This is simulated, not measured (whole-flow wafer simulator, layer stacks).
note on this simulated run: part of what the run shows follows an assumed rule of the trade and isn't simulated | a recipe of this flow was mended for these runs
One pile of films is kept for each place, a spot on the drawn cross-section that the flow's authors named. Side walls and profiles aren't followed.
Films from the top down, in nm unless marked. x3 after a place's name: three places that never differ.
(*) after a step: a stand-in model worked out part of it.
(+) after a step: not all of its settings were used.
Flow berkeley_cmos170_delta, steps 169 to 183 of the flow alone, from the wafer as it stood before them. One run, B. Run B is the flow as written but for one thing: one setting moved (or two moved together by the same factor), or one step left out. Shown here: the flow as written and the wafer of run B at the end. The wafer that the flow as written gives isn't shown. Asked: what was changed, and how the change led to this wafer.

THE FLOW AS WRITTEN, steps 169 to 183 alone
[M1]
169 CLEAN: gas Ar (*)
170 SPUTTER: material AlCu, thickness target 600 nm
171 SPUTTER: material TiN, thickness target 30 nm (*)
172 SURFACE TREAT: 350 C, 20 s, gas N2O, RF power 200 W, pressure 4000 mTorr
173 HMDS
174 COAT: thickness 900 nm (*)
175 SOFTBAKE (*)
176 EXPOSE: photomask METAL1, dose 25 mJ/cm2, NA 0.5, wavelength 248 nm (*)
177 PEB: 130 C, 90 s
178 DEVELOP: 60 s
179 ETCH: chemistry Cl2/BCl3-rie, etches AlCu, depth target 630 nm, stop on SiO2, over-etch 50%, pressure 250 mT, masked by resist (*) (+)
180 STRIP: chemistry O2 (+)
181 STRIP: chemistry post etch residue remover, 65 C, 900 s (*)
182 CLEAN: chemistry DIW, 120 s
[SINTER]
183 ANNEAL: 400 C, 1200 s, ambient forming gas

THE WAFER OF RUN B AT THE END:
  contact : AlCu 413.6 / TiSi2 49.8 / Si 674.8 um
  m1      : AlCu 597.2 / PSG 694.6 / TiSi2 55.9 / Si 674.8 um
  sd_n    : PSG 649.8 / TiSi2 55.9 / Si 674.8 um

The cause: step 171, SPUTTER: material TiN, thickness target 30 nm (*), was left out.

How the change led to this, step by step:
  178 DEVELOP: 60 s
      field: KrF-resist -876 (all of it), AlCu -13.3 (as written it would be: KrF-resist -877.3 (all of it))
      sd_n: KrF-resist -891.3 (all of it), AlCu -13.3 (as written it would be: KrF-resist -890.7 (all of it))
      (and at 5 more places)
  179 ETCH: chemistry Cl2/BCl3-rie, etches AlCu, depth target 630 nm, stop on SiO2, over-etch 50%, pressure 250 mT, masked by resist (*) (+)
      field, sd_n, spacer_n, gate, spacer_p, gate_p: AlCu -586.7 (all of it), PSG -44.8 (as written it would be: TiN -30 (all of it), AlCu -600 (all of it), PSG -39.4)
      sd_p: AlCu -526.2 (all of it), PSG -52.4 (as written it would be: TiN -25.3 (all of it), AlCu -539.5 (all of it), PSG -47.5)
      (and at 2 more places)
  180 STRIP: chemistry O2 (+)
      m1: KrF-resist -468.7 (all of it) (as written it would be: KrF-resist -436.4 (all of it))
  181 STRIP: chemistry post etch residue remover, 65 C, 900 s (*)
      contact, m1: AlCu -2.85 (as written it would be: TiN -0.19)
